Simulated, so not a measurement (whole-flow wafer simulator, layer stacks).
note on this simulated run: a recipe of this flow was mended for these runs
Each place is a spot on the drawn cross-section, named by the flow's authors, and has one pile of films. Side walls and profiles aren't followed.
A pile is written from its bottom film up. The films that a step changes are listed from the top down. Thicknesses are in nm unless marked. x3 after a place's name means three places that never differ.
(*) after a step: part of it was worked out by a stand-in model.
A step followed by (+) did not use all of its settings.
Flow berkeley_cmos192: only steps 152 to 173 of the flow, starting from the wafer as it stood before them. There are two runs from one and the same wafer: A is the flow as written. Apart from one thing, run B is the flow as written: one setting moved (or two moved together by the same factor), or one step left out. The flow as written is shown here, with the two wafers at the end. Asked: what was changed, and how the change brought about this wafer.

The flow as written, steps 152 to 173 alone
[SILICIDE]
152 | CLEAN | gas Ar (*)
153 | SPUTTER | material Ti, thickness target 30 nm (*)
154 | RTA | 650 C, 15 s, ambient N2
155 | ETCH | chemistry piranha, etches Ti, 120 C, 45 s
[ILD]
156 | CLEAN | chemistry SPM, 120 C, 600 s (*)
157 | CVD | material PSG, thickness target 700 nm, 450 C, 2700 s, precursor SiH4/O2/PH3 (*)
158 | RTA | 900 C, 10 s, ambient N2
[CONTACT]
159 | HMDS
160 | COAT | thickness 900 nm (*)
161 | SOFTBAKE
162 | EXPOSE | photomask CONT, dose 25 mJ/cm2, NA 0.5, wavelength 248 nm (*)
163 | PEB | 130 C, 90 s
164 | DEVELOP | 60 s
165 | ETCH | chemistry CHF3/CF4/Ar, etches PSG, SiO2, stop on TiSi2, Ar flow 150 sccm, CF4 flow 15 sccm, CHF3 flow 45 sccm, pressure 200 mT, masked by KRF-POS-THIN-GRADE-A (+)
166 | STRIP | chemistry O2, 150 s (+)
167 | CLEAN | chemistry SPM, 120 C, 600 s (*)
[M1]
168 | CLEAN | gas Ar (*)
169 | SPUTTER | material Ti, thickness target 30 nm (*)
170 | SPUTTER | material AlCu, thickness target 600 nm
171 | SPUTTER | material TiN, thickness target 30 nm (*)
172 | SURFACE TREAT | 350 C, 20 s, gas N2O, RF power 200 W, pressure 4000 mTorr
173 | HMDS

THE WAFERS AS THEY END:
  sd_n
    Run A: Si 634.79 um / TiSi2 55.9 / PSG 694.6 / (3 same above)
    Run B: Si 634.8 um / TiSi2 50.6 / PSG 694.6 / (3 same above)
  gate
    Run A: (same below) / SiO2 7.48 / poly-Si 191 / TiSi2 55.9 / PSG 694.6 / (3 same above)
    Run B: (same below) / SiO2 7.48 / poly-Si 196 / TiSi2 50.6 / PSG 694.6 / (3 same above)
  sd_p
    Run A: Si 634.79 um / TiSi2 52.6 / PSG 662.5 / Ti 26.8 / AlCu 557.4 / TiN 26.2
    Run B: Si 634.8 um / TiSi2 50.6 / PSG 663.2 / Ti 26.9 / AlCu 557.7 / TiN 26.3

What caused this: step 154, RTA: 6 s was run, while the flow as written has 15 s.

The path from the change to this, step by step:
  154 | RTA | 650 C, 15 s, ambient N2
      sd_n, contact, m1: A -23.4 Ti, +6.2 TiSi first (new film), +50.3 TiSi2 C49 (new film), -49 Si | B -21.2 Ti, +22.1 TiSi first (new film), +21.1 TiSi2 C49 (new film), -33.5 Si
      gate, gate_p: A -23.4 Ti, +6.2 TiSi first (new film), +50.3 TiSi2 C49 (new film), -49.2 poly-Si | B -21.2 Ti, +22.1 TiSi first (new film), +21.1 TiSi2 C49 (new film), -33.6 poly-Si
      (as well as at 1 more place)
  155 | ETCH | chemistry piranha, etches Ti, 120 C, 45 s
      sd_n, gate, gate_p, contact, m1: A -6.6 Ti (all of it), -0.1 TiSi first | B -8.81 Ti (all of it), -0.1 TiSi first
      sd_p: A -6.21 Ti (all of it), -0.1 TiSi first | B -7.02 Ti (all of it), -0.1 TiSi first
  158 | RTA | 900 C, 10 s, ambient N2
      sd_n, contact, m1: A under 1 film: +55.9 TiSi2 (new film), -6.09 TiSi first (all of it), -50.3 TiSi2 C49 (all of it), -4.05 Si | B under 1 film: +50.6 TiSi2 (new film), -22 TiSi first (all of it), -21.1 TiSi2 C49 (all of it), -14.6 Si
      gate, gate_p: A under 1 film: +55.9 TiSi2 (new film), -6.09 TiSi first (all of it), -50.3 TiSi2 C49 (all of it), -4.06 poly-Si | B under 1 film: +50.6 TiSi2 (new film), -22 TiSi first (all of it), -21.1 TiSi2 C49 (all of it), -14.6 poly-Si
      (as well as at 1 more place)
